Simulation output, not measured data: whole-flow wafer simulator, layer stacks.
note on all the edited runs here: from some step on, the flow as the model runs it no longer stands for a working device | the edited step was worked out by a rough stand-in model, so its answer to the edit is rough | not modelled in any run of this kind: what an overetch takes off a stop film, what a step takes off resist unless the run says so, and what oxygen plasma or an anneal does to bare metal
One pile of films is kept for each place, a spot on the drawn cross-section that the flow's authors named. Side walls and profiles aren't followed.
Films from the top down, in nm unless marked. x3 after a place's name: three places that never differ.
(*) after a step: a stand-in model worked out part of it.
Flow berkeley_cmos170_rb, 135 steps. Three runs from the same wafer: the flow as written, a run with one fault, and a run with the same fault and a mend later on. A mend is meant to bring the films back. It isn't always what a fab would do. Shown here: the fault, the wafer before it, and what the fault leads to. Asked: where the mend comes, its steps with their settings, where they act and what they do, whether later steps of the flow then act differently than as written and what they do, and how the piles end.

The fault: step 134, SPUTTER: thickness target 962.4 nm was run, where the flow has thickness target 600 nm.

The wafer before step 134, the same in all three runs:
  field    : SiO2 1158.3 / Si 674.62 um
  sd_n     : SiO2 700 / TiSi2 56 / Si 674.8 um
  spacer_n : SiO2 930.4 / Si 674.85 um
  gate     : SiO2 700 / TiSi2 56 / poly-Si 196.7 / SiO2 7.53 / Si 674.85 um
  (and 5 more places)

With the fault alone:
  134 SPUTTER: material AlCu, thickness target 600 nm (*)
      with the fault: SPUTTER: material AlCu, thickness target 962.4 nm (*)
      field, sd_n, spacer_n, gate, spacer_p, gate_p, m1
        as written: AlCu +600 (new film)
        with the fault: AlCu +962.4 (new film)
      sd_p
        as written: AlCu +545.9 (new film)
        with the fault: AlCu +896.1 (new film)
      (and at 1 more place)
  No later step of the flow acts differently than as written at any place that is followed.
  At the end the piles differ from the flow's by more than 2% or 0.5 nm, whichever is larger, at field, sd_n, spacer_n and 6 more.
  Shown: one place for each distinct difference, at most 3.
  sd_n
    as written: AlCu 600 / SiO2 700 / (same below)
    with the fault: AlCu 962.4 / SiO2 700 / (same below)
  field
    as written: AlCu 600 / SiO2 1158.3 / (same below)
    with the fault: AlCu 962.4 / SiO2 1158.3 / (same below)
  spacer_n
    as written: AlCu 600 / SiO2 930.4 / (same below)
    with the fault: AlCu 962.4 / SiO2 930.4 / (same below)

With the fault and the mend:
  The mend comes after step 134.
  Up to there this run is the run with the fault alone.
  134a ETCH: chemistry al pan, depth target 1107 nm
      field, sd_n, spacer_n, gate, spacer_p, gate_p, m1
        AlCu -962.4 (all of it)
      sd_p
        AlCu -896.1 (all of it)
      contact
        AlCu -645.7 (all of it)
  134b SPUTTER: material AlCu, thickness target 600 nm (*) (the flow's step 134 once more)
      field, sd_n, spacer_n, gate, spacer_p, gate_p, m1
        AlCu +600 (new film)
      sd_p
        AlCu +545.9 (new film)
      contact
        AlCu +415.1 (new film)
  No later step of the flow acts differently than as written at any place that is followed.
  At the end the piles are the same as the flow's at every place that both follow.
